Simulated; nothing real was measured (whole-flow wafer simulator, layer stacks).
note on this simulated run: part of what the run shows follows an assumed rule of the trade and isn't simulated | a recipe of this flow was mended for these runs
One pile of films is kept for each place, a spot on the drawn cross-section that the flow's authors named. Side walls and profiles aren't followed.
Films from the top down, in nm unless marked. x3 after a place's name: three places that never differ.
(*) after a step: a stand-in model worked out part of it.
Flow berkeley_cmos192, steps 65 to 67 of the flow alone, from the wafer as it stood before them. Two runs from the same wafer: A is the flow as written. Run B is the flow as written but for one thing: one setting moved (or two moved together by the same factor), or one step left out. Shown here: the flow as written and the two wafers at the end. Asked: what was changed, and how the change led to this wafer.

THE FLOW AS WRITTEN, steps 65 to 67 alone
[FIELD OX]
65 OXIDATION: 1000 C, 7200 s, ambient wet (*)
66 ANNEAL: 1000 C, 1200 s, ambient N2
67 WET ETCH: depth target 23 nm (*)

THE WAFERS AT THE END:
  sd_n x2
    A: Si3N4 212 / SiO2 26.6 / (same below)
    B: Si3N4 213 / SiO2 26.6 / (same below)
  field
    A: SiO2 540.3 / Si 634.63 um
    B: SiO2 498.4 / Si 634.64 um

The cause: step 65, OXIDATION: 988 C was run, where the flow has 1000 C.

How the change led to this, step by step:
  65 OXIDATION: 1000 C, 7200 s, ambient wet (*)
      spacer_n x5: A SiO2 +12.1 (new film), Si3N4 -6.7 | B SiO2 +10.3 (new film), Si3N4 -5.68
      sd_n x2: A SiO2 +12.1 (new film), Si3N4 -6.7, SiO2 +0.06, Si -0.06 | B SiO2 +10.3 (new film), Si3N4 -5.68, SiO2 +0.06, Si -0.06
      (and at 2 more places)
  67 WET ETCH: depth target 23 nm (*)
      sd_n x2, spacer_n x5, gate: A SiO2 -12.1 (all of it), Si3N4 -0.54 | B SiO2 -10.3 (all of it), Si3N4 -0.64
